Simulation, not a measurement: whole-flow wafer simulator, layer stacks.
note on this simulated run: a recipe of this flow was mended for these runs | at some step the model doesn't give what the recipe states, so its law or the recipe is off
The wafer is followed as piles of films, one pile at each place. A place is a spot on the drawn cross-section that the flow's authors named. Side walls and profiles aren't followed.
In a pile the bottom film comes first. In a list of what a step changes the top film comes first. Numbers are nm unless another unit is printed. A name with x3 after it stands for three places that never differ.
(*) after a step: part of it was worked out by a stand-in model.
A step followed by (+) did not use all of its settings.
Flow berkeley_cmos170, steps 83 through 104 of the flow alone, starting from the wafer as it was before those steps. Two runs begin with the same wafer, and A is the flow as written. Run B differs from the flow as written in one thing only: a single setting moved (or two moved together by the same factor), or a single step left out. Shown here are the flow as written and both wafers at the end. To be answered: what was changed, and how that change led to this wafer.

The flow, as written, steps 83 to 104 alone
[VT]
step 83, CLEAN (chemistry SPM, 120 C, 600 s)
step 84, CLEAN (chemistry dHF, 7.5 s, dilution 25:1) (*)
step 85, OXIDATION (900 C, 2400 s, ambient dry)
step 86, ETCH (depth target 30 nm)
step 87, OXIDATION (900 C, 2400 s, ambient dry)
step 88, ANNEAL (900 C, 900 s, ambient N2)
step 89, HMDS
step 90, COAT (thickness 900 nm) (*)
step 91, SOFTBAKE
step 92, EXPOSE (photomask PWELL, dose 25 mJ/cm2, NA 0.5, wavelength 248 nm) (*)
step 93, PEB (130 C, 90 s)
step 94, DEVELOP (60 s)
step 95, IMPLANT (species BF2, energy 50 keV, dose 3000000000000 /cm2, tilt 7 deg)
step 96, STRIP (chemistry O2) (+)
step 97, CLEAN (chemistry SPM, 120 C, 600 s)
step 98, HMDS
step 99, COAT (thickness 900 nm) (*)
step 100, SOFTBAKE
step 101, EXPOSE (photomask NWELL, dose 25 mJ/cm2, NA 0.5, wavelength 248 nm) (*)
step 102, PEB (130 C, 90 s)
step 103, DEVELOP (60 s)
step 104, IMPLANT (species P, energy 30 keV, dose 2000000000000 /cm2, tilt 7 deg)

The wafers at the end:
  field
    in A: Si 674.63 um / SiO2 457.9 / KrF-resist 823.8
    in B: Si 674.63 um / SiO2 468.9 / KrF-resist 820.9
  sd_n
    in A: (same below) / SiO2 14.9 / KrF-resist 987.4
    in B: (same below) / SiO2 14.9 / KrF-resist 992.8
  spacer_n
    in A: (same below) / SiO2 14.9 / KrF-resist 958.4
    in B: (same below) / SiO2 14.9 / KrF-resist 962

Cause: step 86, ETCH: depth target 19 nm was run, though the flow has depth target 30 nm.

Step by step, how the change led to this:
  step 86, ETCH (depth target 30 nm)
      field: A -30 SiO2 | B -19 SiO2
